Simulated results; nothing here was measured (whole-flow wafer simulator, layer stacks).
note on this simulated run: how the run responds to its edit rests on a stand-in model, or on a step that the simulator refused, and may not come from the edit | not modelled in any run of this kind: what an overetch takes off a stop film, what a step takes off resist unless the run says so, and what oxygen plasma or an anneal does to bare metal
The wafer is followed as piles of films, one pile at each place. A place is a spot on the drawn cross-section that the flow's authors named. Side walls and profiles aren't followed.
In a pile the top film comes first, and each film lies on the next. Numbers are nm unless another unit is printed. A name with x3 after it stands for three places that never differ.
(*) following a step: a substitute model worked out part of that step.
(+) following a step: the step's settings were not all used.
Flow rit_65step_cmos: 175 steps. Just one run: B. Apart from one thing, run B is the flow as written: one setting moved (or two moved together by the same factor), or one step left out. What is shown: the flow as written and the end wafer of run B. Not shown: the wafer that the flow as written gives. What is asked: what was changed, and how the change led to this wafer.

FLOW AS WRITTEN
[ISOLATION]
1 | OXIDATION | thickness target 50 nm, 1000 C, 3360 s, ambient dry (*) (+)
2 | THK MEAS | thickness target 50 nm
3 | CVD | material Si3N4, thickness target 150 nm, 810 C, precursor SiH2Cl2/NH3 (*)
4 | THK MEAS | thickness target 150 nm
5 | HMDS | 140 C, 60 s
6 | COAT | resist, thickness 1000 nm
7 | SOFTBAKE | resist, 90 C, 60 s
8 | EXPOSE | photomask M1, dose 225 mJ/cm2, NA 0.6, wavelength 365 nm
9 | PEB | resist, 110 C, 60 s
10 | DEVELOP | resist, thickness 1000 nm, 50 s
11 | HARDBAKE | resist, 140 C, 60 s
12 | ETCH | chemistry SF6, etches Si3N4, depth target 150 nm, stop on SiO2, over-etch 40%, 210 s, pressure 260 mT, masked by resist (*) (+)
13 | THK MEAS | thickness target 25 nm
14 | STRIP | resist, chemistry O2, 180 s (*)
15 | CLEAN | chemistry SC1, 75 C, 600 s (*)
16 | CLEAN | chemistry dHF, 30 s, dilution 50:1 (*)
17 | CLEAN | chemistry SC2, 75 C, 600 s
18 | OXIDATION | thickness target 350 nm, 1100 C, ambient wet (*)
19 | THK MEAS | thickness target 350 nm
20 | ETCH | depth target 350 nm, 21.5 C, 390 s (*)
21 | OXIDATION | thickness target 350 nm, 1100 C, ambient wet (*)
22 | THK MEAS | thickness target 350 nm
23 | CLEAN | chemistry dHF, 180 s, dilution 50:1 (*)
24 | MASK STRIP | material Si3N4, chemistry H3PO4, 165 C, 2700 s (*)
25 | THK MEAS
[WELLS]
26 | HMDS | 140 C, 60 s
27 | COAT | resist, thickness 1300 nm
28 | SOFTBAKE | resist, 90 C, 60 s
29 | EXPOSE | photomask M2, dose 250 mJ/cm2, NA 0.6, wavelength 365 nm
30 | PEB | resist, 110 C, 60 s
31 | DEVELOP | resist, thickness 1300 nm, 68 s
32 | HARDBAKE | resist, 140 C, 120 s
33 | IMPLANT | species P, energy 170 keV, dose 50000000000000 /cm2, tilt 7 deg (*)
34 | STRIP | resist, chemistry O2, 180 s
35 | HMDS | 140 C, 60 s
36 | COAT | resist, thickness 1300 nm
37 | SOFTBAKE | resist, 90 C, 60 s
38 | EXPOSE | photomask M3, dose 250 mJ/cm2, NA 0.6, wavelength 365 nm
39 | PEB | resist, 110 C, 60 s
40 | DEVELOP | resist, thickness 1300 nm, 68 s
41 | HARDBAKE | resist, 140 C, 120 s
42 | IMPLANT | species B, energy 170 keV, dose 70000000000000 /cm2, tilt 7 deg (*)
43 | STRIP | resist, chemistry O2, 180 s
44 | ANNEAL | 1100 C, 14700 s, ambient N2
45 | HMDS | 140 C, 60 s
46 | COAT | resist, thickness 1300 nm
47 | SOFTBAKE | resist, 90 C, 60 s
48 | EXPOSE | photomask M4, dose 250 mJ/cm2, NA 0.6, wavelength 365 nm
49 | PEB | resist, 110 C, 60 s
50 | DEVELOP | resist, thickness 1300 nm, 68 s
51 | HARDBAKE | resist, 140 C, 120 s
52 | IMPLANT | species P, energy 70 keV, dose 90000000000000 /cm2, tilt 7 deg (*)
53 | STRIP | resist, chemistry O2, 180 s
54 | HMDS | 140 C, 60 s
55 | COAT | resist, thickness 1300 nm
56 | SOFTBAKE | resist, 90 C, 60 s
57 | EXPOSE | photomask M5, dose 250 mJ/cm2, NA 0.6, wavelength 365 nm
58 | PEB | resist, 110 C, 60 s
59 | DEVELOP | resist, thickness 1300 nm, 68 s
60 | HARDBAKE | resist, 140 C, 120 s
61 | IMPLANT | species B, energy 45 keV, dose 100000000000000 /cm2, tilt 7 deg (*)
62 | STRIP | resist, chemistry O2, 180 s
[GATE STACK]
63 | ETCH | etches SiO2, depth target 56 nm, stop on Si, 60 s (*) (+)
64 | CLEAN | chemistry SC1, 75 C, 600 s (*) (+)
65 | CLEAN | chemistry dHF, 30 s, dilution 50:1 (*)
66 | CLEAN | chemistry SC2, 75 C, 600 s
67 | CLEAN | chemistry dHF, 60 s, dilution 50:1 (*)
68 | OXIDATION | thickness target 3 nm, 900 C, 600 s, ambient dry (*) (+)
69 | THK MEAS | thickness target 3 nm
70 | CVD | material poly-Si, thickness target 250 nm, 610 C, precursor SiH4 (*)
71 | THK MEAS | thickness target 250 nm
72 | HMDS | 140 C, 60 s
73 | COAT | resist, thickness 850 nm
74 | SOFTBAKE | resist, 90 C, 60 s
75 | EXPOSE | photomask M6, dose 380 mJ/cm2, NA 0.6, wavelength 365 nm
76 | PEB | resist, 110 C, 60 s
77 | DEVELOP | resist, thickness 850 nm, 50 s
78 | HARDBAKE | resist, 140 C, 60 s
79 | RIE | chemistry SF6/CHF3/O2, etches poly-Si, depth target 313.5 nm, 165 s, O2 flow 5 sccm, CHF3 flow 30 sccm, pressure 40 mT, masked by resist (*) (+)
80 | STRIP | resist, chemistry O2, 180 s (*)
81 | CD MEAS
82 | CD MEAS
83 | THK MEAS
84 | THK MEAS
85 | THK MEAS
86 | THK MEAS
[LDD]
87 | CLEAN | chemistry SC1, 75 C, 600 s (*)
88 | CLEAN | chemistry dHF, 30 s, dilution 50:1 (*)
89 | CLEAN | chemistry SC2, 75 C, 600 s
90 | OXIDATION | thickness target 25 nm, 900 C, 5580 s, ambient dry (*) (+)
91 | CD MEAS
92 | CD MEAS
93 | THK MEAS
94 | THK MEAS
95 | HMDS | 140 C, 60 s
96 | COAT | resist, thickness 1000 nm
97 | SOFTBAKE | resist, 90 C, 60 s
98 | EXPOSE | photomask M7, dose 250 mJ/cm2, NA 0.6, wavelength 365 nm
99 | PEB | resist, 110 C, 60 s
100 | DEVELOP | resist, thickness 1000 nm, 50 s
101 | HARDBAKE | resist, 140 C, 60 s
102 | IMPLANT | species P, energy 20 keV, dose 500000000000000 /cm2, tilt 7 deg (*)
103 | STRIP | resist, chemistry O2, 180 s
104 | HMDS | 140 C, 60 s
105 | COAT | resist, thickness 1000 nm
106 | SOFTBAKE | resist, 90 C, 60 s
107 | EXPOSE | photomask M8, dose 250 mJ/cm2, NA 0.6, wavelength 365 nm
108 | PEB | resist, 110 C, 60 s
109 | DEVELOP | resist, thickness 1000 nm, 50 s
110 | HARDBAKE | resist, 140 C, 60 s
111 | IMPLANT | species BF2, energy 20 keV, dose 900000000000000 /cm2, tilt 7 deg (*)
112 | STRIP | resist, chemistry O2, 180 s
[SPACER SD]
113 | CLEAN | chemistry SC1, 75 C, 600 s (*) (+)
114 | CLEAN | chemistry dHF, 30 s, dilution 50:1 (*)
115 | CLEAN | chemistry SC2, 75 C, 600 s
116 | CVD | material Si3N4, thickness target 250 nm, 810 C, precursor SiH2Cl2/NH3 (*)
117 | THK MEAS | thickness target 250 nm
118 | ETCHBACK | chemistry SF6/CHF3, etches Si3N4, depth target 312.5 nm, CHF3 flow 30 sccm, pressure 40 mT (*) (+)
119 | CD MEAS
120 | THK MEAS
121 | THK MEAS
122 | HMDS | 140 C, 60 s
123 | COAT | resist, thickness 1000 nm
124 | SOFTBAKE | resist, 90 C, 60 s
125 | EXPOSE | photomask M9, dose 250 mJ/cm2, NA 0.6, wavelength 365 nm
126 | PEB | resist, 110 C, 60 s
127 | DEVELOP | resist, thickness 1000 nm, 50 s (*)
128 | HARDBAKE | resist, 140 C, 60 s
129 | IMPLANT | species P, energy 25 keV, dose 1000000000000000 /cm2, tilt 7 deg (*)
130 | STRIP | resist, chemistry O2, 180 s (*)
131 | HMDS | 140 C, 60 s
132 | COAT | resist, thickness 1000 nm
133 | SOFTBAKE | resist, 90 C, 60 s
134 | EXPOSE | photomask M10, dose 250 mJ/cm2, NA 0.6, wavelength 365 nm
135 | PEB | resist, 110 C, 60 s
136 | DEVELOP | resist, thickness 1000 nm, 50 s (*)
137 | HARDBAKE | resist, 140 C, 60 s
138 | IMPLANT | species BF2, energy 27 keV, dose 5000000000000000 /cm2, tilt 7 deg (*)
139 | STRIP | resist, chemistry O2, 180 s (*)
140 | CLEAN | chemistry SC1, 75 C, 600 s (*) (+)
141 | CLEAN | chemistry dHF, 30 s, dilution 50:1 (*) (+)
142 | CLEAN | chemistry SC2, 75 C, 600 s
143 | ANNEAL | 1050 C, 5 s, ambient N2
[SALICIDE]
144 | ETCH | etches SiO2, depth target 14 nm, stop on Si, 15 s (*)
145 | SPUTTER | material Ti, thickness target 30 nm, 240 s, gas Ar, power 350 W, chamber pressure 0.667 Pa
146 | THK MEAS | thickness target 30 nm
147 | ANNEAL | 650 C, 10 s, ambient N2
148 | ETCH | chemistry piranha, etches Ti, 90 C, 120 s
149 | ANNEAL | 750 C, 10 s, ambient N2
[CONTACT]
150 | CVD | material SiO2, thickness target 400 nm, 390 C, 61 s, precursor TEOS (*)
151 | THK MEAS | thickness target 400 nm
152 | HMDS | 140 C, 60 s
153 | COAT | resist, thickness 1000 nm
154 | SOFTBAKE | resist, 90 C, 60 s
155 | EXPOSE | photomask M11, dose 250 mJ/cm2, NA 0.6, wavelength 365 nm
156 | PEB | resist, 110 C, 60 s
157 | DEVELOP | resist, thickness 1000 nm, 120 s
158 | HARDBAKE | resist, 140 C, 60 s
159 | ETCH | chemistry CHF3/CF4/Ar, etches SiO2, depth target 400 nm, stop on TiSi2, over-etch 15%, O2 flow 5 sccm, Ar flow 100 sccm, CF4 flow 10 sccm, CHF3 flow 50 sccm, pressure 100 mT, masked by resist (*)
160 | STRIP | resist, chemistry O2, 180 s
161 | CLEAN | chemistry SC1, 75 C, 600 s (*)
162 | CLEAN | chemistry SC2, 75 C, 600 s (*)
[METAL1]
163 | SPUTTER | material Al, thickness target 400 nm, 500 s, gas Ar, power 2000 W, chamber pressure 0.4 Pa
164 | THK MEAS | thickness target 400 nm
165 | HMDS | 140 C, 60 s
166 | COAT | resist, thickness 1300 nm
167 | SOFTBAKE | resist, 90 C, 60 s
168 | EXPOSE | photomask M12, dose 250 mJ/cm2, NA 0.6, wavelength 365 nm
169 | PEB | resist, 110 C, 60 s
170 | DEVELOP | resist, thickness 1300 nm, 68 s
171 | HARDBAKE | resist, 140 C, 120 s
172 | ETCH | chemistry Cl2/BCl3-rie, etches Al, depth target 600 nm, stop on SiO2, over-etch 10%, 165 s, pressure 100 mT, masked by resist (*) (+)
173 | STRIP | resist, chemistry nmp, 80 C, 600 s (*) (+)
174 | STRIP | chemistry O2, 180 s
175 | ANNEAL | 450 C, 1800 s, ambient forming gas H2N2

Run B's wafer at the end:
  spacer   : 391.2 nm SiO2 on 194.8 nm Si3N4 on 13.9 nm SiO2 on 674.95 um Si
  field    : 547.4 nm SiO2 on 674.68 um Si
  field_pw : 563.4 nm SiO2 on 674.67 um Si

The reason: step 163, SPUTTER: thickness target 622 nm was run, while the flow as written has thickness target 400 nm; step 163, SPUTTER: 778 s was run, where the flow has 500 s.

The path from the change to this, step by step:
  163 | SPUTTER | material Al, thickness target 400 nm, 500 s, gas Ar, power 2000 W, chamber pressure 0.4 Pa
      field, field_pw, field_p, spacer, spacer_p: Al gains 622 (new film) (as written it would have been: Al gains 400 (new film))
      gate_n, gate_p: Al gains 563.8 (new film) (as written it would have been: Al gains 396 (new film))
      (and at 1 other place as well)
  166 | COAT | resist, thickness 1300 nm
      gate_n: resist gains 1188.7 (new film) (as written it would have been: resist gains 1131.7 (new film))
      gate_p: resist gains 1191.8 (new film) (as written it would have been: resist gains 1135.6 (new film))
  169 | PEB | resist, 110 C, 60 s
      gate_n: resist loses 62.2 (as written it would have been: resist loses 59.1)
      gate_p: resist loses 62.4 (as written it would have been: resist loses 59.3)
  170 | DEVELOP | resist, thickness 1300 nm, 68 s
      gate_n: resist loses 1126.4 (all of it) (as written it would have been: resist loses 1072.6 (all of it))
      gate_p: resist loses 1129.4 (all of it) (as written it would have been: resist loses 1076.3 (all of it))
  172 | ETCH | chemistry Cl2/BCl3-rie, etches Al, depth target 600 nm, stop on SiO2, over-etch 10%, 165 s, pressure 100 mT, masked by resist (*) (+)
      field, field_pw, field_p, spacer, spacer_p: Al loses 622 (all of it), SiO2 loses 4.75 (as written it would have been: Al loses 400 (all of it), SiO2 loses 32.5)
      gate_n, gate_p: Al loses 563.8 (all of it), SiO2 loses 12 (as written it would have been: Al loses 396 (all of it), SiO2 loses 33)
      (and at 1 other place as well)
